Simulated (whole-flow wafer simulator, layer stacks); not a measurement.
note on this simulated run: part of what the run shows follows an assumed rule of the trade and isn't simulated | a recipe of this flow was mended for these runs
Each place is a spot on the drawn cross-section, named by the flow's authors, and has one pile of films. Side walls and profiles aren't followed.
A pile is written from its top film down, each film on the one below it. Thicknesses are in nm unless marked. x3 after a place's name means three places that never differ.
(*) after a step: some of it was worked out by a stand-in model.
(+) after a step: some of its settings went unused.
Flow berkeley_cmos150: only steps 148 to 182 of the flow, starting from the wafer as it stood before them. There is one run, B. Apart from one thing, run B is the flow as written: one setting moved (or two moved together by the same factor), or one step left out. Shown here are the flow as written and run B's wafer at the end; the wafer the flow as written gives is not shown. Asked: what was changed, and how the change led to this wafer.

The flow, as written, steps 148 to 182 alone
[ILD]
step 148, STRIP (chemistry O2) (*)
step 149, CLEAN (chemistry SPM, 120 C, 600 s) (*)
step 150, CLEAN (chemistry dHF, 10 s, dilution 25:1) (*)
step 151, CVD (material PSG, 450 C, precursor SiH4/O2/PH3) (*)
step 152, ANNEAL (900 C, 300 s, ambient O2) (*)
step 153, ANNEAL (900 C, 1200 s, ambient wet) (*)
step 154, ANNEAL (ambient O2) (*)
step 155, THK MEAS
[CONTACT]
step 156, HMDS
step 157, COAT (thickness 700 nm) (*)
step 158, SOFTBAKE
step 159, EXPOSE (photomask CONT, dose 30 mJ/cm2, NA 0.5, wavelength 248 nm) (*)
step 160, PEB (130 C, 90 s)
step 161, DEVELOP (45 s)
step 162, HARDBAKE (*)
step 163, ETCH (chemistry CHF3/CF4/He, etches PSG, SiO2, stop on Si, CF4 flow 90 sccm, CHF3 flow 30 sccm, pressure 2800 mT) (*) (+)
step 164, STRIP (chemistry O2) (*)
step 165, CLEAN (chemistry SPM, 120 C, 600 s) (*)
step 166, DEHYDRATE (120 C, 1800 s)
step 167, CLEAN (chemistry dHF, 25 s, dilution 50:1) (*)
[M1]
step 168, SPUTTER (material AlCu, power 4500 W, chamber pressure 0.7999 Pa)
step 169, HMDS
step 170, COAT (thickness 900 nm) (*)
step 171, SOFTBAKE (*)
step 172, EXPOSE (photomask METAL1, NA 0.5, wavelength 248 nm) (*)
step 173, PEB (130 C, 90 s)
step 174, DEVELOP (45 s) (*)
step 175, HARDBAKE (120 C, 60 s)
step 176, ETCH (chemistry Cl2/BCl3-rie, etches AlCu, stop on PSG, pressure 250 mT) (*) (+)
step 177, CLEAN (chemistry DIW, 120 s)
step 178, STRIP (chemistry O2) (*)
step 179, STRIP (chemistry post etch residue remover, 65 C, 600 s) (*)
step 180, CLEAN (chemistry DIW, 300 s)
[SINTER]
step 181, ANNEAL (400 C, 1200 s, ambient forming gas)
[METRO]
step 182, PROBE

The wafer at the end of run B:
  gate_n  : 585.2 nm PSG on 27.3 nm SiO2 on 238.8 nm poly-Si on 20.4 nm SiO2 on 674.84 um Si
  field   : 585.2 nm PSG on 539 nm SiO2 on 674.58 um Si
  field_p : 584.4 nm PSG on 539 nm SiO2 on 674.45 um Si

The reason: step 151, CVD: 445 C was run, while the flow as written has 450 C.

Step by step, how the change led to this:
  step 151, CVD (material PSG, 450 C, precursor SiH4/O2/PH3) (*)
      field, field_p, sd_n, gate_n, gate_p, contact, m1: +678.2 PSG (new film) (as written it would have been: +700 PSG (new film))
      sd_p: +620.2 PSG (new film) (as written it would have been: +639.5 PSG (new film))
  step 153, ANNEAL (900 C, 1200 s, ambient wet) (*)
      sd_n, contact, m1: -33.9 PSG, +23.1 SiO2, -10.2 Si (as written it would have been: -35 PSG, +22.8 SiO2, -10 Si)
      field, field_p: -33.9 PSG, +16.5 SiO2, -7.24 Si (as written it would have been: -35 PSG, +16.3 SiO2, -7.15 Si)
      (also at 3 further places)
  step 163, ETCH (chemistry CHF3/CF4/He, etches PSG, SiO2, stop on Si, CF4 flow 90 sccm, CHF3 flow 30 sccm, pressure 2800 mT) (*) (+)
      field, field_p, sd_n, gate_n, sd_p, gate_p, m1: -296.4 KrF-resist (as written it would have been: -303.7 KrF-resist)
      contact: -644.3 PSG (all of it), -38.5 SiO2 (all of it), -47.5 Si (as written it would have been: -665 PSG (all of it), -38.1 SiO2 (all of it), -47.5 Si)
  step 164, STRIP (chemistry O2) (*)
      field: -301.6 KrF-resist (all of it) (as written it would have been: -294.5 KrF-resist (all of it))
